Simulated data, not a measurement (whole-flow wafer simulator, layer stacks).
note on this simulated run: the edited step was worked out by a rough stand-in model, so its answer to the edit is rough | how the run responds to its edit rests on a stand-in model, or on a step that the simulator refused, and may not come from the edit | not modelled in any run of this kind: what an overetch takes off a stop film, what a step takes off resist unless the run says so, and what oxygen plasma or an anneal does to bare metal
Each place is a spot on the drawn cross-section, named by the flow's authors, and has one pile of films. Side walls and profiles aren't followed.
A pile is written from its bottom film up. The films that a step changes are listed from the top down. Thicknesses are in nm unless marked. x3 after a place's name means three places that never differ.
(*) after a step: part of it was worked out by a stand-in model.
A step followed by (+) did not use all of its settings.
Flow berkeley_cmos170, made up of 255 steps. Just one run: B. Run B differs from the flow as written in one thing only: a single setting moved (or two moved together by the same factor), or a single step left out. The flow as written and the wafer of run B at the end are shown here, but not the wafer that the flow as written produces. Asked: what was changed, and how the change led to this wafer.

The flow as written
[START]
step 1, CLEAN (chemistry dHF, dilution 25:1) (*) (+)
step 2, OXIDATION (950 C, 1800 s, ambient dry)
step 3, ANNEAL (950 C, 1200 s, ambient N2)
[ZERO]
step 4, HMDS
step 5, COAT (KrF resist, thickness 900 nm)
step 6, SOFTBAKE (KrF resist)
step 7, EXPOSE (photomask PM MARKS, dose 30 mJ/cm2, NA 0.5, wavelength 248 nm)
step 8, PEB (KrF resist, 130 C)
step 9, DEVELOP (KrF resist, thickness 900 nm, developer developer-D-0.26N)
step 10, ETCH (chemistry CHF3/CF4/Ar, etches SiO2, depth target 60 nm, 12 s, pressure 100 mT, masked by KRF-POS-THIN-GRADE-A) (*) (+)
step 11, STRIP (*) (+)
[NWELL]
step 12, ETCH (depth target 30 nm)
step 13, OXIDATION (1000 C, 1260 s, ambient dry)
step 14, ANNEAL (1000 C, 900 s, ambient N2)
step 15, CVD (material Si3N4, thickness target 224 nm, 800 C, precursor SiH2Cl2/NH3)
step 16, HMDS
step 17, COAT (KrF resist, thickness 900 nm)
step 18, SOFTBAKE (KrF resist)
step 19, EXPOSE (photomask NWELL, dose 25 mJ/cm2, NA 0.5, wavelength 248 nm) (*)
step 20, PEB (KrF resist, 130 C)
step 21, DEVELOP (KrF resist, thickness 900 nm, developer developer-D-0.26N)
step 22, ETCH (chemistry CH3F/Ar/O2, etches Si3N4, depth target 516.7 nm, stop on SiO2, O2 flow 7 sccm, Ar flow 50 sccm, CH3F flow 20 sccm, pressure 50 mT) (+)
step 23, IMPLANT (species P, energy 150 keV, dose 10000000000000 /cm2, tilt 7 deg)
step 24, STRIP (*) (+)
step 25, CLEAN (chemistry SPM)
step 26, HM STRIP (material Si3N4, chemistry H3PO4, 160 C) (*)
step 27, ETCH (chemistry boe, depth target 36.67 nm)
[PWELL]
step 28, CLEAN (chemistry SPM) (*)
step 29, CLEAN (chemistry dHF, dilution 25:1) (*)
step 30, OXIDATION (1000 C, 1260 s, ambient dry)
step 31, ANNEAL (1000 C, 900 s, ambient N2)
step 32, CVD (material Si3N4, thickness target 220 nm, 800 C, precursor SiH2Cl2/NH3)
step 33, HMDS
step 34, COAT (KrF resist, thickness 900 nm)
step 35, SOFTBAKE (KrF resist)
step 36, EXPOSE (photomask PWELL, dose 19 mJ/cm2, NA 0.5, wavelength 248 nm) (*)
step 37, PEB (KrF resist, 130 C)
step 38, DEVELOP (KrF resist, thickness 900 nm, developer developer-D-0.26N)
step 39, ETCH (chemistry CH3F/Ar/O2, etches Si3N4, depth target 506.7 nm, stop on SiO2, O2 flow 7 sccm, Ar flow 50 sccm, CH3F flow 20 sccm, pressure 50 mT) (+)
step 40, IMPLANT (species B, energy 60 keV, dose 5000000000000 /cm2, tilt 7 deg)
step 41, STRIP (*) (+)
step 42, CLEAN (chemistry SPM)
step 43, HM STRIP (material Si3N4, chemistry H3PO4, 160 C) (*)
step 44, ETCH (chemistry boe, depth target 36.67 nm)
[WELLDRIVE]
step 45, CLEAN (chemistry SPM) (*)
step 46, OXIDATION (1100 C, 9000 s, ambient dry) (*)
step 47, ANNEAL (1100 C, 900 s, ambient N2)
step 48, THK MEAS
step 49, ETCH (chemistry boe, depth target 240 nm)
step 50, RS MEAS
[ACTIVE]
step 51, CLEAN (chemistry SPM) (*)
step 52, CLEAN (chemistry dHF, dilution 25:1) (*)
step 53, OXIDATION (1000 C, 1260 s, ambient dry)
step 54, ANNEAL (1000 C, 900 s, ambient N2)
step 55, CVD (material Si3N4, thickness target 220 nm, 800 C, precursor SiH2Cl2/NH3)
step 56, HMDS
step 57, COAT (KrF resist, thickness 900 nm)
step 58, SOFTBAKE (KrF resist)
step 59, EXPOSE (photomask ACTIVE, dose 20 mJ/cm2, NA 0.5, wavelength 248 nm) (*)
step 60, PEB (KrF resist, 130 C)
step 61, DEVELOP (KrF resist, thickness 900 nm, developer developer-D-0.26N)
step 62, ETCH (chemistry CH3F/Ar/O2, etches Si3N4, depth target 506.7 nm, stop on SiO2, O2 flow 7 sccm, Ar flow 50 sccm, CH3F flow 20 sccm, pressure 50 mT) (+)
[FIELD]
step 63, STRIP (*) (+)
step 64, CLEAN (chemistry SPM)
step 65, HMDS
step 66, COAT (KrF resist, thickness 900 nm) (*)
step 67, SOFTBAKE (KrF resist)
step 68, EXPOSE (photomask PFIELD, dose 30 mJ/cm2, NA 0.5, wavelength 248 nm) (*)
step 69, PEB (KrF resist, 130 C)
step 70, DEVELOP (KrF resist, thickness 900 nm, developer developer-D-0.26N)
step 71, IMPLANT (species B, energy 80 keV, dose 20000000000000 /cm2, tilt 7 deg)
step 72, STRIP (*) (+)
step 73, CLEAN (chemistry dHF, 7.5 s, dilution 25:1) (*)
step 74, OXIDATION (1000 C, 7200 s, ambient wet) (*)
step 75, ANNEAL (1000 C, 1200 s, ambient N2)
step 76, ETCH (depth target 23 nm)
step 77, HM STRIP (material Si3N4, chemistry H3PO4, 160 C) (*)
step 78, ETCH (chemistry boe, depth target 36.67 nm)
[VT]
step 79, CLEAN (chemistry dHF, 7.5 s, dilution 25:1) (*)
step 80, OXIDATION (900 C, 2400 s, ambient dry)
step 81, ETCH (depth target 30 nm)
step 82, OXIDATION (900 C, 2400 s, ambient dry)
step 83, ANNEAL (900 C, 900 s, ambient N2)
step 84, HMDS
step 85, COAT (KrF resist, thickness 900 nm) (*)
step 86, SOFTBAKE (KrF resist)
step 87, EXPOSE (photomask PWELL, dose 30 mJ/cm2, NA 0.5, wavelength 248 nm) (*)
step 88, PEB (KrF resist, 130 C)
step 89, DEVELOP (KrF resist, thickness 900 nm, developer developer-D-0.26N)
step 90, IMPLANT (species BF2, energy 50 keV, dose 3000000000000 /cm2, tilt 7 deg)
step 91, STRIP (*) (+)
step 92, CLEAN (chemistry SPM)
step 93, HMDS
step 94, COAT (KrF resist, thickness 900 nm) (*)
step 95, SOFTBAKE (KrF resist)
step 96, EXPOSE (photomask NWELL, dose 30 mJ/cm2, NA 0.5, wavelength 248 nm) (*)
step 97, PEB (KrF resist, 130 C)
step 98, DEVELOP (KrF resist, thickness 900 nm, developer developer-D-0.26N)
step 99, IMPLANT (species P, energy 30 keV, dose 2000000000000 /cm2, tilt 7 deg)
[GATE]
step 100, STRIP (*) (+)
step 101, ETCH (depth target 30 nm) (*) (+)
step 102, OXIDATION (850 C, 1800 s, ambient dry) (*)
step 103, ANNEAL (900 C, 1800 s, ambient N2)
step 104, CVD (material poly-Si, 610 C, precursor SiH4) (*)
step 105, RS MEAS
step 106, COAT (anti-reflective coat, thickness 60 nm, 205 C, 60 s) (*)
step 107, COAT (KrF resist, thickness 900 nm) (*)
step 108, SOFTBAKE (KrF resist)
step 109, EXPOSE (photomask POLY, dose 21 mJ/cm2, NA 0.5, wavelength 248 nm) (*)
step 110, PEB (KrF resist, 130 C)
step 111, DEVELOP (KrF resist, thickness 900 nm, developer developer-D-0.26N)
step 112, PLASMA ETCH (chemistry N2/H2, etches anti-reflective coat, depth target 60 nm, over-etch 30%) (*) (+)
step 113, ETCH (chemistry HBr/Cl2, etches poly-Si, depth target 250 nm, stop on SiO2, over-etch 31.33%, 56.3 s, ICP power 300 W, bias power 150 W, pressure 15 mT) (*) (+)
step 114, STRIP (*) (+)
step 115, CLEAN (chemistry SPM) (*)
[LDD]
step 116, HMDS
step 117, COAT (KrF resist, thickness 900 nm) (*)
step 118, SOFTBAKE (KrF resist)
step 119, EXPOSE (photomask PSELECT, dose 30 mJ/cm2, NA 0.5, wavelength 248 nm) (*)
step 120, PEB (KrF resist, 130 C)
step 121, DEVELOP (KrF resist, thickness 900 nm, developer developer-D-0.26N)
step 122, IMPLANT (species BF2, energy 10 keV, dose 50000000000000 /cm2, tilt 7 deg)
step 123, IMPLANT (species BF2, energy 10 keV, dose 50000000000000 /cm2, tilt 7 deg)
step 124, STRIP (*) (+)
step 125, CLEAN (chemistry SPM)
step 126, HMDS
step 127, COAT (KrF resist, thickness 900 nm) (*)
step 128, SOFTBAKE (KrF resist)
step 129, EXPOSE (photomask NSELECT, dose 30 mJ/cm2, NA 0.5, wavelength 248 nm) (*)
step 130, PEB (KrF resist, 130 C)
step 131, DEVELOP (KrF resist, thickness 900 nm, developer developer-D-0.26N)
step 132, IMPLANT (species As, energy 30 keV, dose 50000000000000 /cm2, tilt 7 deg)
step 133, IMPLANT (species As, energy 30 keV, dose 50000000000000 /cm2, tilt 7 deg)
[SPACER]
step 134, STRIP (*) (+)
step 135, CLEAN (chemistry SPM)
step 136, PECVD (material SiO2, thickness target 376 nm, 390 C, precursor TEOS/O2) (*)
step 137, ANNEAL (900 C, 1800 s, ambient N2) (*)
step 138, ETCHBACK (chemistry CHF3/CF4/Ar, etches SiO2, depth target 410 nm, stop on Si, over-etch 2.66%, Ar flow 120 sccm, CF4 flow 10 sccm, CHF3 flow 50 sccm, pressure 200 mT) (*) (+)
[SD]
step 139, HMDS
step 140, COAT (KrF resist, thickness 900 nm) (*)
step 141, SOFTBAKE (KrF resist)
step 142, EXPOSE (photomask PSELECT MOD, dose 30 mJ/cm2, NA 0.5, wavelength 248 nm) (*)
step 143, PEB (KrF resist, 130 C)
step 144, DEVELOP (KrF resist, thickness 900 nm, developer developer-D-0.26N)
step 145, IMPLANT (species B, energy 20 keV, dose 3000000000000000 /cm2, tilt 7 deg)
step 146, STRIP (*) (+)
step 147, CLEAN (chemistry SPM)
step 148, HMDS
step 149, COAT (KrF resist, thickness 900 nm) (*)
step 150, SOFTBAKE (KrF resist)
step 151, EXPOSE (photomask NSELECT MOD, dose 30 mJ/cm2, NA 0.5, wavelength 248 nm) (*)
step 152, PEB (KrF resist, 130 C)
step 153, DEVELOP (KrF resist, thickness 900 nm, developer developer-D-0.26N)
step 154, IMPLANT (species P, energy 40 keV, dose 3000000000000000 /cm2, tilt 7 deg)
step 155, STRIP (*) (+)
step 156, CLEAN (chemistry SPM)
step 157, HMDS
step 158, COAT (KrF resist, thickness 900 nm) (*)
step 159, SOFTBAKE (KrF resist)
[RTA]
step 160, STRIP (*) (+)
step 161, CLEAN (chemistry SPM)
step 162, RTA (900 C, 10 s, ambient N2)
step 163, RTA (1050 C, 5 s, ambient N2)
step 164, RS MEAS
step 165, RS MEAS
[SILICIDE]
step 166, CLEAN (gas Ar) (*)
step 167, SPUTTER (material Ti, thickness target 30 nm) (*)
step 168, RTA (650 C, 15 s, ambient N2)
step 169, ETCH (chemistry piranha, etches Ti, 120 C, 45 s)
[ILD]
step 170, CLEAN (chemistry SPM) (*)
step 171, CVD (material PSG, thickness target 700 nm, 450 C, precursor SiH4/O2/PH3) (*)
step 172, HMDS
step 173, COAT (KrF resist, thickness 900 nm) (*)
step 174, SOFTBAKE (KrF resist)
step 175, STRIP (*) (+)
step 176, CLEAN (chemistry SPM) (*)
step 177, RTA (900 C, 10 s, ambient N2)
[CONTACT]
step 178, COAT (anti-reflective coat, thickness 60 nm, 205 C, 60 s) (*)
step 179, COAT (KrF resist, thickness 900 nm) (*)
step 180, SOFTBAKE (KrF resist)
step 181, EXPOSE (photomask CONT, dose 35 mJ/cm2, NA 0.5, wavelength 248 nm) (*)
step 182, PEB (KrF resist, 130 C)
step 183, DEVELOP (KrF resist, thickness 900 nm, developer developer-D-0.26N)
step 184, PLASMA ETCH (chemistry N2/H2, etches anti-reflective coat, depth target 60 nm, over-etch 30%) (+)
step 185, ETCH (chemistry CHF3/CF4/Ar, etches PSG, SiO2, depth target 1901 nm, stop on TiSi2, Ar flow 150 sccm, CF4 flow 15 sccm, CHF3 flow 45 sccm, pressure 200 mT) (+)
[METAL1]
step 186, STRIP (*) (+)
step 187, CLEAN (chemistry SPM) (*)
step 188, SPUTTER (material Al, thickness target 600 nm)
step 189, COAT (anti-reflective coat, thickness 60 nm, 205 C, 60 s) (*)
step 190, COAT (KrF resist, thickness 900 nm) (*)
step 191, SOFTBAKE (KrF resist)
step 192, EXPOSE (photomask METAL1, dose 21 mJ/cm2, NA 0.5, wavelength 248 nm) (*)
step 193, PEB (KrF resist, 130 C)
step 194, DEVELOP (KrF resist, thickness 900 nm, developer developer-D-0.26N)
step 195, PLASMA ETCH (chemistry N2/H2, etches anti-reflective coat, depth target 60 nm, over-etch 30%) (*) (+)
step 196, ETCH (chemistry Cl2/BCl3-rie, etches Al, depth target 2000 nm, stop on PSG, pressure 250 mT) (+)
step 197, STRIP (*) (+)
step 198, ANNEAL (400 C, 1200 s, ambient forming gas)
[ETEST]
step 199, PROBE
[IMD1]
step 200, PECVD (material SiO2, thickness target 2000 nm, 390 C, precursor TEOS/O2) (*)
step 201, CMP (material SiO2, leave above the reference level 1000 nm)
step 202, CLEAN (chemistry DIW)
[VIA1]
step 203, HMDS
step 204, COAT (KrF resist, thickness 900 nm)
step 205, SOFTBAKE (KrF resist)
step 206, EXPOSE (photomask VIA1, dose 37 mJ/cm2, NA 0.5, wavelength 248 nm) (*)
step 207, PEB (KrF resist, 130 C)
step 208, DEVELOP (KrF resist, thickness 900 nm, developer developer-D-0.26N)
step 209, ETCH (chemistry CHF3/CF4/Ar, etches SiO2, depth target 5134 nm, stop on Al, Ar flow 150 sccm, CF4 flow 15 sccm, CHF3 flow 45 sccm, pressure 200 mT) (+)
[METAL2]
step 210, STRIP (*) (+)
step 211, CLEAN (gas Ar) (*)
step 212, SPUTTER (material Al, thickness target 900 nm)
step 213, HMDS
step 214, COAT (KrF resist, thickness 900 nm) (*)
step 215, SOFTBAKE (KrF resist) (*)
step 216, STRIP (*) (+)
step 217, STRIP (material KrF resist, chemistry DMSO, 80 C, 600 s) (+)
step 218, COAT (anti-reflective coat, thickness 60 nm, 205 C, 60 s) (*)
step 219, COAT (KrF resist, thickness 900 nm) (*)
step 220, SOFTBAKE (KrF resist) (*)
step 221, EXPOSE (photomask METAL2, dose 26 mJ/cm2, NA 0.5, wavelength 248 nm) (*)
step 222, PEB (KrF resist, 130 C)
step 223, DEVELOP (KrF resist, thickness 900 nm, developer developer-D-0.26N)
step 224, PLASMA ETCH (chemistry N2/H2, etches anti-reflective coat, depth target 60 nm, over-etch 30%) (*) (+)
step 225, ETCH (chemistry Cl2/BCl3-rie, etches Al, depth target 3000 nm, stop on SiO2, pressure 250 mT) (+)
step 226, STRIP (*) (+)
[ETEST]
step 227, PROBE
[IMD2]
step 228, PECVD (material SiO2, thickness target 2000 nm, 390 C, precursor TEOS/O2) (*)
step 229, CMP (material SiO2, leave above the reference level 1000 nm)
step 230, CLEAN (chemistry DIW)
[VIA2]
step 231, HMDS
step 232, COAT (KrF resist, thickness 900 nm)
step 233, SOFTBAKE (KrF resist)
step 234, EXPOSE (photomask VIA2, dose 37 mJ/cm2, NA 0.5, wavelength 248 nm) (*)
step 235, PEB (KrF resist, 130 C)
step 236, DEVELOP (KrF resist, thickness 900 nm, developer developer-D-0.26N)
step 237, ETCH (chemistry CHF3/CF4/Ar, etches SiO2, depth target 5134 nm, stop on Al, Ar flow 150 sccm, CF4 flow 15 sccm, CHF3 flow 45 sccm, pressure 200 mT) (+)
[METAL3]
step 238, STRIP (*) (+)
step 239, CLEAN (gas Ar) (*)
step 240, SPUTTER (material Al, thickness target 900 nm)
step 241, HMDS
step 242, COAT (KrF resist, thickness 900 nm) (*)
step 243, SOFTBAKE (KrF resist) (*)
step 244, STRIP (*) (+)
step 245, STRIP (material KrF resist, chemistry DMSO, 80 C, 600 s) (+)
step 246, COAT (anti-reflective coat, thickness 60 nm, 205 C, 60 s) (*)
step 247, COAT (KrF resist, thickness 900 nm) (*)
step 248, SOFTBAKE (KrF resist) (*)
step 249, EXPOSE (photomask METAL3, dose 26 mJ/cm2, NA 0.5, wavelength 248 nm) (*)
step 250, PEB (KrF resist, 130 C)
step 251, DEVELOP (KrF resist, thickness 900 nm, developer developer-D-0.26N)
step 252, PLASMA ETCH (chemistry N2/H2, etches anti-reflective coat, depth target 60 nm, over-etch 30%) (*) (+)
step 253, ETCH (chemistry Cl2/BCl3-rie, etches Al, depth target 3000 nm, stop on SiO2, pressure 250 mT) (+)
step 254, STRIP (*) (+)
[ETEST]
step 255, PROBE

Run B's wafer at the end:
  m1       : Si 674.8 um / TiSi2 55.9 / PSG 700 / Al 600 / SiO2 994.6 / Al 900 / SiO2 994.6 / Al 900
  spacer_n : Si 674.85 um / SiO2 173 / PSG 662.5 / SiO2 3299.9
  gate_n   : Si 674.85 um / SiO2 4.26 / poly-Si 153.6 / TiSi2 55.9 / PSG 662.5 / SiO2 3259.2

The reason: step 102, OXIDATION: 793 C was run, while the flow as written has 850 C.

Step by step, how the change led to this:
  step 102, OXIDATION (850 C, 1800 s, ambient dry) (*)
      sd_n, spacer_n, gate_n and 8 more: +4.26 SiO2 (new film), -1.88 Si (in the flow as written it would be: +7.48 SiO2 (new film), -3.29 Si)
